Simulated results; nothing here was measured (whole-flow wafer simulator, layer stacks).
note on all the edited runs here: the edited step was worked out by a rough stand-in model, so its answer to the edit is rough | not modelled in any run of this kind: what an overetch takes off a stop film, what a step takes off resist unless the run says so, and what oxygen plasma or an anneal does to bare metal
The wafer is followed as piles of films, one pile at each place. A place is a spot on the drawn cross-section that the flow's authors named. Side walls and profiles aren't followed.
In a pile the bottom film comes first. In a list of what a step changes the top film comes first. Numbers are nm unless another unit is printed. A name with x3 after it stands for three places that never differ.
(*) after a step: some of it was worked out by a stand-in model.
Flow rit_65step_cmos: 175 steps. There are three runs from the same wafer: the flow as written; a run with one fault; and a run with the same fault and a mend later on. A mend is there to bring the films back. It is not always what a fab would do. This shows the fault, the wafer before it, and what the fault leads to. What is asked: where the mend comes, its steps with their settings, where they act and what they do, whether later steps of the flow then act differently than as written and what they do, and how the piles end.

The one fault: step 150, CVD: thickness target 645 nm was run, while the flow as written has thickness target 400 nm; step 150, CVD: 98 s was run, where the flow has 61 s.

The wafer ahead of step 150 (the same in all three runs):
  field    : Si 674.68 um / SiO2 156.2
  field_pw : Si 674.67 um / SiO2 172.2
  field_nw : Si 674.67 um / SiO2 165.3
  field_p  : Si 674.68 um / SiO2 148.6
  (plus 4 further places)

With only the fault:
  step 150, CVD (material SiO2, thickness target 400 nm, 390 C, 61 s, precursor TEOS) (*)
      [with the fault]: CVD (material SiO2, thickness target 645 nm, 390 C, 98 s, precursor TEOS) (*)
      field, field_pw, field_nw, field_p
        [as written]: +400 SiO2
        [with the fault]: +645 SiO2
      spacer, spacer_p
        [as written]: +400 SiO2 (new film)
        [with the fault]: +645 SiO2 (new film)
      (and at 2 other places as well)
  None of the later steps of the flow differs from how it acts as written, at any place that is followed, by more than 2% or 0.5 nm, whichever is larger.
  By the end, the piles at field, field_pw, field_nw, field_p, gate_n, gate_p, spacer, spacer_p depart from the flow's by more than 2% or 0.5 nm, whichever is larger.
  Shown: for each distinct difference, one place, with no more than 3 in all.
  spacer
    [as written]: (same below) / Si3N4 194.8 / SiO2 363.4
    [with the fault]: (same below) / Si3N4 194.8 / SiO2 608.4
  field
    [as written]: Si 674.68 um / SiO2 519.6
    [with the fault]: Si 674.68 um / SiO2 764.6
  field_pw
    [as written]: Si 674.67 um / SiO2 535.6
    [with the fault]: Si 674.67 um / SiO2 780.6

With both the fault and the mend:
  After step 151 comes the mend.
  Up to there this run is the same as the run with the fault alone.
  step 151a, ETCH (chemistry boe, depth target 247.7 nm)
      field, field_pw, field_nw, field_p, gate_n, gate_p, spacer, spacer_p
        -247.7 SiO2
  None of the later steps of the flow differs from how it acts as written, at any place that is followed, by more than 2% or 0.5 nm, whichever is larger.
  At the end the piles are close to the flow's at the places that both follow, differing by at most 2% or 0.5 nm, whichever is larger.
